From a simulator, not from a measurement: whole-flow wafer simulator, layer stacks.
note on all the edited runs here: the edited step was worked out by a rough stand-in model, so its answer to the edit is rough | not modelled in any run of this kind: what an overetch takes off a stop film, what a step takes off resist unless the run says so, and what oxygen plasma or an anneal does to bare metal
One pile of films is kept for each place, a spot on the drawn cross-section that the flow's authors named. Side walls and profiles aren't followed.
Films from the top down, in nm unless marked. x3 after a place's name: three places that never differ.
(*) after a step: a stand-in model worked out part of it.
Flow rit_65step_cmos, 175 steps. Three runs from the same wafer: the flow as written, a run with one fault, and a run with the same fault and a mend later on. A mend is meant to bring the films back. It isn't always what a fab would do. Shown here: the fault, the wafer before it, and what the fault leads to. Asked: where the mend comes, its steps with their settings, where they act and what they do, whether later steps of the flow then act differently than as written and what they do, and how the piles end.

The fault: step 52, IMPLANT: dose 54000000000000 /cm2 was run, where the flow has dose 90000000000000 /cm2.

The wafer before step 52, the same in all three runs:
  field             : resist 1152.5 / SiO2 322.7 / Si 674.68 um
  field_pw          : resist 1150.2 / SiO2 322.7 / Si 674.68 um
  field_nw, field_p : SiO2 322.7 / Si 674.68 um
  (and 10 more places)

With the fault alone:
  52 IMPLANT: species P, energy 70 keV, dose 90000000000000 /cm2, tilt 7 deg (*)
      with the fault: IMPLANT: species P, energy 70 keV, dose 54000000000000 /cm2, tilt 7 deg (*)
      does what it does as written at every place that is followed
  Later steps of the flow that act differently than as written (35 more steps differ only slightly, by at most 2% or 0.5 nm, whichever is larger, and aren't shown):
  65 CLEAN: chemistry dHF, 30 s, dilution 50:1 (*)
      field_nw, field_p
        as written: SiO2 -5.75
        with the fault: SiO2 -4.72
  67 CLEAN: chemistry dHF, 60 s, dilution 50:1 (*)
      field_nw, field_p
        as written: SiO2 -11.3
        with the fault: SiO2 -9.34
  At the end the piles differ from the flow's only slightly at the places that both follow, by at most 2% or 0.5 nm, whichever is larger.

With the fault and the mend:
  The mend comes after step 52.
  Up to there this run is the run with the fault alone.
  52a IMPLANT: species P, energy 70 keV, dose 36000000000000 /cm2, tilt 7 deg (*) (the flow's step 52 once more, with other settings)
      changes no film at any place that is followed
  No later step of the flow acts differently than as written at any place that is followed.
  At the end the piles are the same as the flow's at every place that both follow.
